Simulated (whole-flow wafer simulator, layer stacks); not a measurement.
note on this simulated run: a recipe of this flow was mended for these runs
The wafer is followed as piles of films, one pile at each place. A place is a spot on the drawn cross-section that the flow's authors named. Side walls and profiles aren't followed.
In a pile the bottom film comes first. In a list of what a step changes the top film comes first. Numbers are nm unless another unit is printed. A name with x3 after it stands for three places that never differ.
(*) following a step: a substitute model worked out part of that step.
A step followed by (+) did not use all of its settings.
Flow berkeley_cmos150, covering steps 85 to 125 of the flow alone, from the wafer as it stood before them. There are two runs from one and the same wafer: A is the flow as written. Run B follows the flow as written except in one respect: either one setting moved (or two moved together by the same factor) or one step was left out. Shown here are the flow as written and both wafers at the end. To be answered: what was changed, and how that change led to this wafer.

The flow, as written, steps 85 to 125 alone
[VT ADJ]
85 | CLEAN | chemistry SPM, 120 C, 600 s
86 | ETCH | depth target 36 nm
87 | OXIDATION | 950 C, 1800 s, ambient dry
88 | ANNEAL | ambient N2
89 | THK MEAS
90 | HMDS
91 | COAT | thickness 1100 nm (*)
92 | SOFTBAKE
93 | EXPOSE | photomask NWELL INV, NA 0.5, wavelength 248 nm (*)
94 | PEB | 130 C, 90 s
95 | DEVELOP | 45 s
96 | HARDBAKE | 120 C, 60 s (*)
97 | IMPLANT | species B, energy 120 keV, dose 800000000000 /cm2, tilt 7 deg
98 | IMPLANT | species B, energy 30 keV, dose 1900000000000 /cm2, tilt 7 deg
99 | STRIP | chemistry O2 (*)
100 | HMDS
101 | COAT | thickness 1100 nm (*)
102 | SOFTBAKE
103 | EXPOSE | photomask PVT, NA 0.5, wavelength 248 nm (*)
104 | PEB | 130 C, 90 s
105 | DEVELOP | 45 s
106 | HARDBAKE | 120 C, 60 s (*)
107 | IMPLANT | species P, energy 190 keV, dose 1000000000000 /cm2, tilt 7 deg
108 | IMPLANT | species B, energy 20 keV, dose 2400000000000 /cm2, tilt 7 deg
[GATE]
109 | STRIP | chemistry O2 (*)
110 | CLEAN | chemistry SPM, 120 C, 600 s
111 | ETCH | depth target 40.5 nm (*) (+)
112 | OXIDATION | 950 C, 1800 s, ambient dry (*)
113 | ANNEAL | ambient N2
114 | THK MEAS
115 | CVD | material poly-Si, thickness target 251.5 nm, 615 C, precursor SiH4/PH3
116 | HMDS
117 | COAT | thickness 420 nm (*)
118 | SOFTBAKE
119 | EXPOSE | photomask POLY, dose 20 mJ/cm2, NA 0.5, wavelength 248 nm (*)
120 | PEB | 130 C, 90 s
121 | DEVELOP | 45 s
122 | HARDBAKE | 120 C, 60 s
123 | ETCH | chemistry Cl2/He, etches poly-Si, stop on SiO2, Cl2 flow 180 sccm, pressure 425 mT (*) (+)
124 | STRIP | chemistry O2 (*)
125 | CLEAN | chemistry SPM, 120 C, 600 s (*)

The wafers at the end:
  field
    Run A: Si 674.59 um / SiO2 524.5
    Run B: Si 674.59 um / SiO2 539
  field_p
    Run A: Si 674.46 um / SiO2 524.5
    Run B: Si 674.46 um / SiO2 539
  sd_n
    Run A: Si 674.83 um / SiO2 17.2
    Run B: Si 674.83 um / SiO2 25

What caused this: step 111, ETCH: depth target 25.92 nm was run, whereas the flow has depth target 40.5 nm.

How this came from the change, step by step:
  111 | ETCH | depth target 40.5 nm (*) (+)
      sd_n: A -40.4 SiO2 (all of it) | B -25.9 SiO2
      field, field_p: A -40.5 SiO2 | B -25.9 SiO2
  112 | OXIDATION | 950 C, 1800 s, ambient dry (*)
      sd_n: A +20.4 SiO2 (new film), -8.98 Si | B +13.7 SiO2, -6.02 Si
  124 | STRIP | chemistry O2 (*)
      gate_n: A +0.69 chemical SiO2 (new film), -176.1 KrF-resist (all of it), -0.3 poly-Si | B +0.69 chemical SiO2 (new film), -181.9 KrF-resist (all of it), -0.3 poly-Si
